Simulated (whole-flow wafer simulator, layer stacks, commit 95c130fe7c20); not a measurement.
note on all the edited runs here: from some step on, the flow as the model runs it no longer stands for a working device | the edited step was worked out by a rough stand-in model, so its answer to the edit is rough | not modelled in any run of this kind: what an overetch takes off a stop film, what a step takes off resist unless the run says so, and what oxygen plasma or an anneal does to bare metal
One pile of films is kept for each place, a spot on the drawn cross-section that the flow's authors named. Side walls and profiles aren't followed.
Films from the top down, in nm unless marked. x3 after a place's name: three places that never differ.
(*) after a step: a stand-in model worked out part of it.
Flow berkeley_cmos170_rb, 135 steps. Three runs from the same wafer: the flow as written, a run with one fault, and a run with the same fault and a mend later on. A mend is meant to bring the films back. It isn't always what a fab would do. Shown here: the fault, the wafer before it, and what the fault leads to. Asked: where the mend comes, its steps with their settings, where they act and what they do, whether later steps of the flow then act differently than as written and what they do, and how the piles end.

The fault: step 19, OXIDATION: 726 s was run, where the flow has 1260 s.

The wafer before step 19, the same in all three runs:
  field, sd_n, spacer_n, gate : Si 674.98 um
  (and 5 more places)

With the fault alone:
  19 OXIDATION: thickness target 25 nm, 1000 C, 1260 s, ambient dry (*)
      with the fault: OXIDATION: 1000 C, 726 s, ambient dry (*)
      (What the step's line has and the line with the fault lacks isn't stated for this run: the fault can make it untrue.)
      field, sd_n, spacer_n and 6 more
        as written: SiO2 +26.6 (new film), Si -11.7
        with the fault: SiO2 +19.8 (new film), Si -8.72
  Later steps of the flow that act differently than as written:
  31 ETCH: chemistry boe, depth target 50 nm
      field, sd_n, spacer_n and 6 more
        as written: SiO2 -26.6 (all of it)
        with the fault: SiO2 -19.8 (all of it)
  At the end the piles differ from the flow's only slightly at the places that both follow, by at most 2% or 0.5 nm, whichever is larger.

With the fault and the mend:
  The mend comes after step 20.
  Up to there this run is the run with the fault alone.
  20a OXIDATION: 1000 C, 446 s, ambient dry (*) (the flow's step 19 once more, with other settings)
      field, sd_n, spacer_n and 6 more
        SiO2 +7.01, Si -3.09
  No later step of the flow acts differently than as written, at any place that is followed, by more than 2% or 0.5 nm, whichever is larger.
  At the end the piles differ from the flow's only slightly at the places that both follow, by at most 2% or 0.5 nm, whichever is larger.
